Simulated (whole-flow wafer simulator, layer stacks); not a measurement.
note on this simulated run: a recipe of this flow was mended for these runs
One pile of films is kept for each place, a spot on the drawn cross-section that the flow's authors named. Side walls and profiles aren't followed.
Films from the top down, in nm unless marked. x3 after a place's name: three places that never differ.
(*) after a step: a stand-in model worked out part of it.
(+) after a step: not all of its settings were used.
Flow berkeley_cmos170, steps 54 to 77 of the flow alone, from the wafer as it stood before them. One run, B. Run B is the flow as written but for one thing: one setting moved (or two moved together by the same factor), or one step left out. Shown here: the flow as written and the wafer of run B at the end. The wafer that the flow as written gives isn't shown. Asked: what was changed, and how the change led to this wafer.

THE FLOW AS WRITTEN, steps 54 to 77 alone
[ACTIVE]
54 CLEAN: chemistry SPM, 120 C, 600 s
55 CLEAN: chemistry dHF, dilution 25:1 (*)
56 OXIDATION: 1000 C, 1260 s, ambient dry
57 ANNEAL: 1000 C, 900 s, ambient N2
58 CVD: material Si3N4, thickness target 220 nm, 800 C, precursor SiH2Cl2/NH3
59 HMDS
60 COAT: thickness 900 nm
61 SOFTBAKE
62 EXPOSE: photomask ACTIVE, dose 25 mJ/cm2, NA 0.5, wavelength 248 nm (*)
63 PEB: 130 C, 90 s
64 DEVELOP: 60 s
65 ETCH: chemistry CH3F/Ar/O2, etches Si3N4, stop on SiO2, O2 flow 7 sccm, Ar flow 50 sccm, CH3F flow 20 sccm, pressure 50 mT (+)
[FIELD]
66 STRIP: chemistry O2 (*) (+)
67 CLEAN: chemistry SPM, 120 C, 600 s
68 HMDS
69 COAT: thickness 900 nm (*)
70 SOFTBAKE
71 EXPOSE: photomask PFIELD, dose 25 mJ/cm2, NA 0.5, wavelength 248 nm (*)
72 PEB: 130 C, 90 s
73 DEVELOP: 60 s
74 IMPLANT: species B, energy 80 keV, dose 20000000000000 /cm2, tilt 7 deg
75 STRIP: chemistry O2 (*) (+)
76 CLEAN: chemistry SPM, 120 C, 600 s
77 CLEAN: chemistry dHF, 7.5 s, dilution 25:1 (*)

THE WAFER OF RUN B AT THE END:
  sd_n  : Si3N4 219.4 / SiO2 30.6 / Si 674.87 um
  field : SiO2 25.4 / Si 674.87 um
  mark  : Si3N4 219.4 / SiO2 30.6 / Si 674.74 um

The cause: step 56, OXIDATION: 1016 C was run, where the flow has 1000 C.

How the change led to this, step by step:
  56 OXIDATION: 1000 C, 1260 s, ambient dry
      field, mark, sd_n and 10 more: SiO2 +30.6 (new film), Si -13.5 (as written it would be: SiO2 +26.6 (new film), Si -11.7)
